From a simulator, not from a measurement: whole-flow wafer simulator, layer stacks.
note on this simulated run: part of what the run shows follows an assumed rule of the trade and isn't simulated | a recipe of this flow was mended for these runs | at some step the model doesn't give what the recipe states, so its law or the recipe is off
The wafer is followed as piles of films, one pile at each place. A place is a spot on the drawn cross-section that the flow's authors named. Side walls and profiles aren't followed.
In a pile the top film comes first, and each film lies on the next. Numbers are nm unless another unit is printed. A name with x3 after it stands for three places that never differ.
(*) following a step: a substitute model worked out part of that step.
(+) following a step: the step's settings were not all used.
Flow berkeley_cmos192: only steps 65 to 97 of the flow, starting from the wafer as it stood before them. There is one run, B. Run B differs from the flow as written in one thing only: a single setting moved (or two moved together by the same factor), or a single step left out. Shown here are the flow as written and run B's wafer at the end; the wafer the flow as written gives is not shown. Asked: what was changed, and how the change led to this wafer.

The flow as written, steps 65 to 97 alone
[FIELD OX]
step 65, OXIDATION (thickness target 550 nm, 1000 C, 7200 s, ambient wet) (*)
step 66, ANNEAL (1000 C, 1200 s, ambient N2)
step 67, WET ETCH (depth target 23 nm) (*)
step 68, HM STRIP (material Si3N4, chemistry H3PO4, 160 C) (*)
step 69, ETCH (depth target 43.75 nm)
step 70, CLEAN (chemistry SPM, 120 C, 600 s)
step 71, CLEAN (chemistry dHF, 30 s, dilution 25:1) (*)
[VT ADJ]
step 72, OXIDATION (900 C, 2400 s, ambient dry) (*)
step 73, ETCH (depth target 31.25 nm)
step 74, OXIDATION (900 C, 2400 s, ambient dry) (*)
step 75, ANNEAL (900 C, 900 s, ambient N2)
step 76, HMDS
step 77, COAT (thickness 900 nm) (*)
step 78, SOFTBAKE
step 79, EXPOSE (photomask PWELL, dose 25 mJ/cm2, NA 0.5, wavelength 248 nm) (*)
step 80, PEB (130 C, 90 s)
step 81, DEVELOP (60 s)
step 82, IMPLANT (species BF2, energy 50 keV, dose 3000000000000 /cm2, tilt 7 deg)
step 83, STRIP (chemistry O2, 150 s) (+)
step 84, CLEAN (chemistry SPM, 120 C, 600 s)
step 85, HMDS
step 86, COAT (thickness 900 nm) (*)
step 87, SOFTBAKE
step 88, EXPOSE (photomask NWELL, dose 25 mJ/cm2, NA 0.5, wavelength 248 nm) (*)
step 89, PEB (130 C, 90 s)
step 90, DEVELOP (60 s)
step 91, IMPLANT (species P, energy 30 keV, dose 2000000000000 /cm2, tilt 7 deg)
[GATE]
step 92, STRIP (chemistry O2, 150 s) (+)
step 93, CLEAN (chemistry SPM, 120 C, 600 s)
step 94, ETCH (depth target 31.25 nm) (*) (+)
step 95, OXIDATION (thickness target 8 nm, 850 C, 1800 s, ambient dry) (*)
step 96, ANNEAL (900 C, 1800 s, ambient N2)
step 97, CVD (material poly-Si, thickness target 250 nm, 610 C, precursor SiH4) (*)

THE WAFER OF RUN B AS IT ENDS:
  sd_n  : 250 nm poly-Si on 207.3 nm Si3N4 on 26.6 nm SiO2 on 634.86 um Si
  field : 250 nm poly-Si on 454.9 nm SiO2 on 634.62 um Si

Cause: step 67, WET ETCH: depth target 23 nm (*), was not run.

Step by step, how the change led to this:
  step 68, HM STRIP (material Si3N4, chemistry H3PO4, 160 C) (*)
      sd_n, spacer_n, gate, sd_p, spacer_p, gate_p, contact, m1: nothing (it would be, as written: -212 Si3N4 (all of it), -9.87 SiO2)
      field: nothing (it would be, as written: -16.5 SiO2)
  step 69, ETCH (depth target 43.75 nm)
      spacer_n, gate, spacer_p, gate_p, contact, m1: -12.1 SiO2 (all of it), -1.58 Si3N4 (it would be, as written: -16.7 SiO2 (all of it))
      sd_n, sd_p: -12.1 SiO2 (all of it), -1.58 Si3N4 (it would be, as written: -16.8 SiO2 (all of it))
  step 70, CLEAN (chemistry SPM, 120 C, 600 s)
      sd_n, spacer_n, gate, sd_p, spacer_p, gate_p, contact, m1: nothing (it would be, as written: +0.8 chemical SiO2 (new film), -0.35 Si)
  step 71, CLEAN (chemistry dHF, 30 s, dilution 25:1) (*)
      sd_n, spacer_n, gate, sd_p, spacer_p, gate_p, contact, m1: -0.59 Si3N4 (it would be, as written: -0.8 chemical SiO2 (all of it))
  step 72, OXIDATION (900 C, 2400 s, ambient dry) (*)
      sd_n, spacer_n, gate, sd_p, spacer_p, gate_p, contact, m1: nothing (it would be, as written: +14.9 SiO2 (new film), -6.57 Si)
  step 73, ETCH (depth target 31.25 nm)
      sd_n, spacer_n, gate, sd_p, spacer_p, gate_p, contact, m1: -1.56 Si3N4 (it would be, as written: -14.9 SiO2 (all of it))
  step 74, OXIDATION (900 C, 2400 s, ambient dry) (*)
      sd_n, spacer_n, gate, sd_p, spacer_p, gate_p, contact, m1: nothing (it would be, as written: +14.9 SiO2 (new film), -6.57 Si)
  step 77, COAT (thickness 900 nm) (*)
      field: +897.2 KrF-resist (new film) (it would be, as written: +845.8 KrF-resist (new film))
      sd_n: +905.3 KrF-resist (new film) (it would be, as written: +1006.3 KrF-resist (new film))
      (and at 7 other places as well)
  step 81, DEVELOP (60 s)
      spacer_n, gate: -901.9 KrF-resist (all of it) (it would be, as written: -971.9 KrF-resist (all of it))
      field: -895.2 KrF-resist (all of it) (it would be, as written: -844 KrF-resist (all of it))
      (and at 3 other places as well)
  step 83, STRIP (chemistry O2, 150 s) (+)
      sd_p: -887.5 KrF-resist (all of it) (it would be, as written: -970.8 KrF-resist (all of it))
      spacer_p: -886.8 KrF-resist (all of it) (it would be, as written: -953.7 KrF-resist (all of it))
      (and at 1 other place as well)
  step 86, COAT (thickness 900 nm) (*)
      field: +897.2 KrF-resist (new film) (it would be, as written: +845.8 KrF-resist (new film))
      sd_n: +905.3 KrF-resist (new film) (it would be, as written: +1006.3 KrF-resist (new film))
      (and at 7 other places as well)
  step 90, DEVELOP (60 s)
      sd_p: -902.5 KrF-resist (all of it) (it would be, as written: -985.7 KrF-resist (all of it))
      spacer_p: -901.7 KrF-resist (all of it) (it would be, as written: -968.6 KrF-resist (all of it))
      (and at 1 other place as well)
  step 92, STRIP (chemistry O2, 150 s) (+)
      field: -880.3 KrF-resist (all of it) (it would be, as written: -829 KrF-resist (all of it))
      sd_n: -888.4 KrF-resist (all of it) (it would be, as written: -989.1 KrF-resist (all of it))
      (and at 4 other places as well)
  step 94, ETCH (depth target 31.25 nm) (*) (+)
      sd_n, spacer_n, gate, sd_p, spacer_p, gate_p, contact, m1: -1.56 Si3N4 (it would be, as written: -14.9 SiO2 (all of it))
  step 95, OXIDATION (thickness target 8 nm, 850 C, 1800 s, ambient dry) (*)
      sd_n, spacer_n, gate, sd_p, spacer_p, gate_p, contact, m1: nothing (it would be, as written: +7.48 SiO2 (new film), -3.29 Si)
